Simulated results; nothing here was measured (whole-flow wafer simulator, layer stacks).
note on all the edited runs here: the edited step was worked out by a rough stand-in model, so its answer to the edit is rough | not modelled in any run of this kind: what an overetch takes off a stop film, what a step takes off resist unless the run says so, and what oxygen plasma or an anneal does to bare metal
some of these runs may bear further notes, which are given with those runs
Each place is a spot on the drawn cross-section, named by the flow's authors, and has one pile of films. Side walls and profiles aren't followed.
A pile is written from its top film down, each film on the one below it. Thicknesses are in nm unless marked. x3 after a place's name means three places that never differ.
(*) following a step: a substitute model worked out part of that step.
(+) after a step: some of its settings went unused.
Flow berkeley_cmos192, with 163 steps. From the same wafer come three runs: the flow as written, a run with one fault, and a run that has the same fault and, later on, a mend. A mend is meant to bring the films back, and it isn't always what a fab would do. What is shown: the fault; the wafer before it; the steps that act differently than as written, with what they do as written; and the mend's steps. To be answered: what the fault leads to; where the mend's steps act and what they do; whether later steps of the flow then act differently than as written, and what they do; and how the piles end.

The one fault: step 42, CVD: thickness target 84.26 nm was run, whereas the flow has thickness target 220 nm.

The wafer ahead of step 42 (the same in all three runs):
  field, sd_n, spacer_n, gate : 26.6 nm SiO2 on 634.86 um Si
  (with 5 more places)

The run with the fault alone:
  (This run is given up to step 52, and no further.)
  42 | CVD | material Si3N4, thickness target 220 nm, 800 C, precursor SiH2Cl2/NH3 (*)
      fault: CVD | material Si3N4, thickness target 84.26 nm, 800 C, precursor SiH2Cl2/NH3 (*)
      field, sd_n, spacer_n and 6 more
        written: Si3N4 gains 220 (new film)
        fault: Si3N4 gains 84.3 (new film)
  Steps later in the flow that act otherwise than as written:
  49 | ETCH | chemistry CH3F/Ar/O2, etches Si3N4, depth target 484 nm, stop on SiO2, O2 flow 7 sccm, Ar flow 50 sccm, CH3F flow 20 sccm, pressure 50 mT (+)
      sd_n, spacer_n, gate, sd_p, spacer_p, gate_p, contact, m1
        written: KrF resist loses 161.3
        fault: KrF resist loses 70.8
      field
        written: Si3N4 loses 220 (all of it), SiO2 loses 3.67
        fault: Si3N4 loses 84.3 (all of it), SiO2 loses 3.67
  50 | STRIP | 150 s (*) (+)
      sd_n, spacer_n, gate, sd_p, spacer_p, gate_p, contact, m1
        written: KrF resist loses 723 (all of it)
        fault: KrF resist loses 813.5 (all of it)
  The piles after step 52 differ from the flow's at sd_n, spacer_n, gate, sd_p, spacer_p, gate_p, contact, m1 by more than 2% or 0.5 nm, whichever is larger.
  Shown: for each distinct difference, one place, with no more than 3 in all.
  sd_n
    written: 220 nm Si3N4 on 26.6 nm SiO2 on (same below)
    fault: 84.3 nm Si3N4 on 26.6 nm SiO2 on (same below)

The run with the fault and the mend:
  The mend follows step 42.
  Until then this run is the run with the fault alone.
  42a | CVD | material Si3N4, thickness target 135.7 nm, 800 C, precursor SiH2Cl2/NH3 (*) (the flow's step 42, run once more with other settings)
      field, sd_n, spacer_n and 6 more
        Si3N4 gains 135.7
  Later steps of the flow that are run all act as written at every place that is followed, up to a difference of at most 2% or 0.5 nm, whichever is larger.
  The piles end the same as the flow's at every place that both follow.
